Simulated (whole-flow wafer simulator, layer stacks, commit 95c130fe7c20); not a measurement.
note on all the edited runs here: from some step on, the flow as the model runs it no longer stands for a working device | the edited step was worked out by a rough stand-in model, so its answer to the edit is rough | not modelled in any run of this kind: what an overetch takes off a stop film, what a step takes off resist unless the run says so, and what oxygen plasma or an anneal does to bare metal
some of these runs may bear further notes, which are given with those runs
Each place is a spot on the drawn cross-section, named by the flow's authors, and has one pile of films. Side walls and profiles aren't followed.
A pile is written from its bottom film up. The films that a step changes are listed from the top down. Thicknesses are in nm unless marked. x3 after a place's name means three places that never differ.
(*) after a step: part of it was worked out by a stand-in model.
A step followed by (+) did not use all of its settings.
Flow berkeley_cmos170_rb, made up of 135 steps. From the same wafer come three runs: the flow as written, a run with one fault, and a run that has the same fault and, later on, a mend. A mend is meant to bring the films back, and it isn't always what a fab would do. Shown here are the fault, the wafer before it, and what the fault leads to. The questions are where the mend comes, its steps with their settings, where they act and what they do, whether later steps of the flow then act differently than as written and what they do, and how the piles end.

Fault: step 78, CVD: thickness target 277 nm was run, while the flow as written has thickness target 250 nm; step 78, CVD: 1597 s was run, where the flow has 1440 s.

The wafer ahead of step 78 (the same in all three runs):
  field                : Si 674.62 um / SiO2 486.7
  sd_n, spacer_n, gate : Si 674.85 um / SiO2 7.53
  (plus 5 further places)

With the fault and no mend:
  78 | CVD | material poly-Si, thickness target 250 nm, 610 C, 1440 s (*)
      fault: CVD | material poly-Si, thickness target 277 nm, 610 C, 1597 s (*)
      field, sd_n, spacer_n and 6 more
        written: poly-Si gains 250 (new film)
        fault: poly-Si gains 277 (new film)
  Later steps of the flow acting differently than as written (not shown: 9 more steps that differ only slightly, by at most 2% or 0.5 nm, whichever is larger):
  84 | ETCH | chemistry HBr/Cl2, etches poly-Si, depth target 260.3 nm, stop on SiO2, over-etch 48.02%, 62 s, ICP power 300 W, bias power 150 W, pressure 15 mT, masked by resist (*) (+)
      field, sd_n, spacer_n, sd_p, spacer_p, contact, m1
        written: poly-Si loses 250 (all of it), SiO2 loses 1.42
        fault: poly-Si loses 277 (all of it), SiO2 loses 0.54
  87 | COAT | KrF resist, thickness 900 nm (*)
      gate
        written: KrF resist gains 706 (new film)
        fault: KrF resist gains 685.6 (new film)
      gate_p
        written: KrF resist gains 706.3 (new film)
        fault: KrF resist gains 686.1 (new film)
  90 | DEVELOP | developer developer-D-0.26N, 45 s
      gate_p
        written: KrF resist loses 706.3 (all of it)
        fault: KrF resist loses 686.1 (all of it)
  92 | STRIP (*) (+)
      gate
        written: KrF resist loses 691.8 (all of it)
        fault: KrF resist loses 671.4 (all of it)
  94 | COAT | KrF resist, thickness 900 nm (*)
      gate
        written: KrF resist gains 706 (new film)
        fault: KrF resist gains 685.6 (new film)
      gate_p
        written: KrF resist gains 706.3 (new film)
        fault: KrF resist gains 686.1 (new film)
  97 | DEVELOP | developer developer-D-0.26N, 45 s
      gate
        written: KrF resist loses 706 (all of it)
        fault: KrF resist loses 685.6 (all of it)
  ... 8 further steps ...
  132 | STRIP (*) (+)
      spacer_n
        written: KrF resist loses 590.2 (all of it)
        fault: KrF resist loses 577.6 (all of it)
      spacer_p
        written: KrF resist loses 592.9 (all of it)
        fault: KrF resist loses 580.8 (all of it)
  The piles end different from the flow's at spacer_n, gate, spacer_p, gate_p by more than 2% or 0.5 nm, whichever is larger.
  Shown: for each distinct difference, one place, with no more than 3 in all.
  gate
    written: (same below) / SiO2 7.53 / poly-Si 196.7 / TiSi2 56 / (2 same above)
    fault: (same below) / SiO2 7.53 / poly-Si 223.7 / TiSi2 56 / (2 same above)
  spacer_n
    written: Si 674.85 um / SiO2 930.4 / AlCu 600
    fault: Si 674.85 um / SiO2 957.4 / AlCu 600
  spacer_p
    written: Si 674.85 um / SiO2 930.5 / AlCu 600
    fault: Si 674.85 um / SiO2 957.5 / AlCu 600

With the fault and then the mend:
  The mend follows step 78.
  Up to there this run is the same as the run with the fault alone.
  78a | ETCH | chemistry tmah, depth target 27 nm
      field, sd_n, spacer_n and 6 more
        poly-Si loses 27
  None of the later steps of the flow acts differently than as written at any place that is followed.
  By the end, the piles equal the flow's at every place that both follow.
